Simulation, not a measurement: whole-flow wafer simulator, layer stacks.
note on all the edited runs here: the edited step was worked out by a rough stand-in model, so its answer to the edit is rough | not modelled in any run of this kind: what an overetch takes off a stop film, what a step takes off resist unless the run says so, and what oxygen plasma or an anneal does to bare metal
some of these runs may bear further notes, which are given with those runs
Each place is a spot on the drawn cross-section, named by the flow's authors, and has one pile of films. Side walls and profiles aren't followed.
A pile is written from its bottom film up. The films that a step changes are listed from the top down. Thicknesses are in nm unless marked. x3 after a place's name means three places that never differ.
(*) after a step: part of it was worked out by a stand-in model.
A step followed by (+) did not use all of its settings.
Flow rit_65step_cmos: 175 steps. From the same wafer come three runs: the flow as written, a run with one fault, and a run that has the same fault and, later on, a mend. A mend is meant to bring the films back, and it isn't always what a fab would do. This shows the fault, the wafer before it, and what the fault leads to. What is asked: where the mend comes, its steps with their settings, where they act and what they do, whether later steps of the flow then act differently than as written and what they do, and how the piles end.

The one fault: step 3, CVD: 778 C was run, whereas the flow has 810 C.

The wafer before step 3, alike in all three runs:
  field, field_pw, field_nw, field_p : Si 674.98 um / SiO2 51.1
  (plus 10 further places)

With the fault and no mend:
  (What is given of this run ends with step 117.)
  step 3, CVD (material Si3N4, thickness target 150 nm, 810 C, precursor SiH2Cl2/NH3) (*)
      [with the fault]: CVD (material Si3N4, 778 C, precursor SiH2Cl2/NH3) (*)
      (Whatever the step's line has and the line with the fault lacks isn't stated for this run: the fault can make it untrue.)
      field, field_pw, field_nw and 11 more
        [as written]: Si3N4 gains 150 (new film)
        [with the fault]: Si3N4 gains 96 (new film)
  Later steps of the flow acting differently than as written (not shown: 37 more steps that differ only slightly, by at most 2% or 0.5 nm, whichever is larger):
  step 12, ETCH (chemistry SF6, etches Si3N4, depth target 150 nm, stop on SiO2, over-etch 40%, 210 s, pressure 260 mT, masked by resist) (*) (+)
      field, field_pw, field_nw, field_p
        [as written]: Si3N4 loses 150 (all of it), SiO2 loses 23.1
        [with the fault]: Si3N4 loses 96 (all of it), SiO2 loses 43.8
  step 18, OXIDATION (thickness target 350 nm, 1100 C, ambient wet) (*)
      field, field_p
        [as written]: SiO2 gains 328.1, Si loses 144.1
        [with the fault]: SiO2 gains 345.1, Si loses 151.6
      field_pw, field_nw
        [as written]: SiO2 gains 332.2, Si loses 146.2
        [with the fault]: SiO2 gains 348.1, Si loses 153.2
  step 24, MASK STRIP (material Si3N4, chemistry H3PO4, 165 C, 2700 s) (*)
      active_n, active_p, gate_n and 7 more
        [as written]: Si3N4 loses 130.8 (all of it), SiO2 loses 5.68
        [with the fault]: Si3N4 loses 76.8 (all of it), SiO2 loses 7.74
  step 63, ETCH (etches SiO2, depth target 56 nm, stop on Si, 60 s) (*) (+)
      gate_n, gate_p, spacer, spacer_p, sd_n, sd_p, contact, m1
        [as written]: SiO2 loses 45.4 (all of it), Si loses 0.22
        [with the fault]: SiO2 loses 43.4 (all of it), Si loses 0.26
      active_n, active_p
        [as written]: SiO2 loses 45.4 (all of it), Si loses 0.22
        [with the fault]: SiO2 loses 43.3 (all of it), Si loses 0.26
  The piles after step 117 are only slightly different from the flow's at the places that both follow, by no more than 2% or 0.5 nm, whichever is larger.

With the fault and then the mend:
  The mend stands after step 4.
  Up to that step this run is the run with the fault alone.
  step 4a, CVD (material Si3N4, thickness target 54 nm, 810 C, 540 s, precursor SiH2Cl2/NH3) (*) (a further turn of the flow's step 3, with different settings)
      field, field_pw, field_nw and 11 more
        Si3N4 gains 54
  None of the later steps of the flow differs from how it acts as written, at any place that is followed, by more than 2% or 0.5 nm, whichever is larger.
  At every place that both follow, the piles at the end match the flow's.
